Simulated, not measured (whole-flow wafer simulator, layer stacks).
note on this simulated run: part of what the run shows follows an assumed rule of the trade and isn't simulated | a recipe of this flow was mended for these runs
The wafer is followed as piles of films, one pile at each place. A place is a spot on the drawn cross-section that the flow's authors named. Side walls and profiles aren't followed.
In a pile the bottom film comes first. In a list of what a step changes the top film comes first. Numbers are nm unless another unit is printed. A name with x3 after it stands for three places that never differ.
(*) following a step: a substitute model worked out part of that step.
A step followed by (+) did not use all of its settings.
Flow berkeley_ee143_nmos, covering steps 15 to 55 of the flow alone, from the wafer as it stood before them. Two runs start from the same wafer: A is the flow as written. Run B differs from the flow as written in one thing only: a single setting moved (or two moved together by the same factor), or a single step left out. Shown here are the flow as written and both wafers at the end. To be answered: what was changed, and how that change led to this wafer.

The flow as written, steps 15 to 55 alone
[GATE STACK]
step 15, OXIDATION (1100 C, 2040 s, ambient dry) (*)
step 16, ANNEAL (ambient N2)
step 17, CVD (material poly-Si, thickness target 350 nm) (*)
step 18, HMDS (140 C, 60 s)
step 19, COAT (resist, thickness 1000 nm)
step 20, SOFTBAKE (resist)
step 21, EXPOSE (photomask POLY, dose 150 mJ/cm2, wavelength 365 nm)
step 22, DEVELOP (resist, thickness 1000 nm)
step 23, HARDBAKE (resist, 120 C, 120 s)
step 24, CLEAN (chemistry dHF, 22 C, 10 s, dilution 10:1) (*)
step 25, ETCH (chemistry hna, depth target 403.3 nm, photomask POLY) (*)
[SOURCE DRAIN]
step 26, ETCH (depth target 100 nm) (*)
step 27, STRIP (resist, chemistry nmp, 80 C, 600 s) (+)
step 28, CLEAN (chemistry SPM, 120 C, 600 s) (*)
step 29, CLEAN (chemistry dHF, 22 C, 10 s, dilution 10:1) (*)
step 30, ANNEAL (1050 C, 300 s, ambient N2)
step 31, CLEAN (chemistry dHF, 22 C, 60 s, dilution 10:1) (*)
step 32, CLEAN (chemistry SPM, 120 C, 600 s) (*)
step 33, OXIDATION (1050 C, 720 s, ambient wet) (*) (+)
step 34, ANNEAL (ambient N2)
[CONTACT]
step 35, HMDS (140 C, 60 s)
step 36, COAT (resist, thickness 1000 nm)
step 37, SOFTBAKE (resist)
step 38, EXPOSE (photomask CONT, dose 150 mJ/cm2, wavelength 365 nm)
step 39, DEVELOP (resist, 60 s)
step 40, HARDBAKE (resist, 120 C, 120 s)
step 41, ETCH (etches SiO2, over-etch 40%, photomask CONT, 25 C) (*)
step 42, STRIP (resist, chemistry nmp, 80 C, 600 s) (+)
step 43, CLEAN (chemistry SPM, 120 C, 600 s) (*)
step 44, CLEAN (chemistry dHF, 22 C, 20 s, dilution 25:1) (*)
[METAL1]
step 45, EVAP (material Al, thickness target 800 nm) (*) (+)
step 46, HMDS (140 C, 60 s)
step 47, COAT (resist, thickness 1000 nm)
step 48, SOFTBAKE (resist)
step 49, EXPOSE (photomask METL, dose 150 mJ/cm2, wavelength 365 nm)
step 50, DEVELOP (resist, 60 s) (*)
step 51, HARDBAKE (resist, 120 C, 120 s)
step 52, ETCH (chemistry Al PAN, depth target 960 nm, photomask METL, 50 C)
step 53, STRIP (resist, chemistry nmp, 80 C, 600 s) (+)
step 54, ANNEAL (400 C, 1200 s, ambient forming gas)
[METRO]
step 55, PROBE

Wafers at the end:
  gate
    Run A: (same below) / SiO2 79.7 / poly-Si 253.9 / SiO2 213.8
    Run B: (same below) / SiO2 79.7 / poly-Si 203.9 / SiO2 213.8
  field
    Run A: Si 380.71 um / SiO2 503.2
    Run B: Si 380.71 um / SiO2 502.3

Cause: step 17, CVD: thickness target 300 nm was run, whereas the flow has thickness target 350 nm.

Step by step, how the change led to this:
  step 17, CVD (material poly-Si, thickness target 350 nm) (*)
      gate, sd, contact, field: A +350 poly-Si (new film) | B +300 poly-Si (new film)
  step 25, ETCH (chemistry hna, depth target 403.3 nm, photomask POLY) (*)
      sd, contact, field: A -350 poly-Si (all of it), -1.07 SiO2 | B -300 poly-Si (all of it), -2.07 SiO2
  step 36, COAT (resist, thickness 1000 nm)
      gate: A +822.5 resist (new film) | B +848.8 resist (new film)
  step 40, HARDBAKE (resist, 120 C, 120 s)
      gate: A -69 resist | B -71.3 resist
  step 42, STRIP (resist, chemistry nmp, 80 C, 600 s) (+)
      gate: A -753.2 resist (all of it) | B -777.1 resist (all of it)
  step 47, COAT (resist, thickness 1000 nm)
      gate: A +834.7 resist (new film) | B +860.2 resist (new film)
  step 50, DEVELOP (resist, 60 s) (*)
      gate: A -834.7 resist (all of it), -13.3 Al | B -860.2 resist (all of it), -13.3 Al
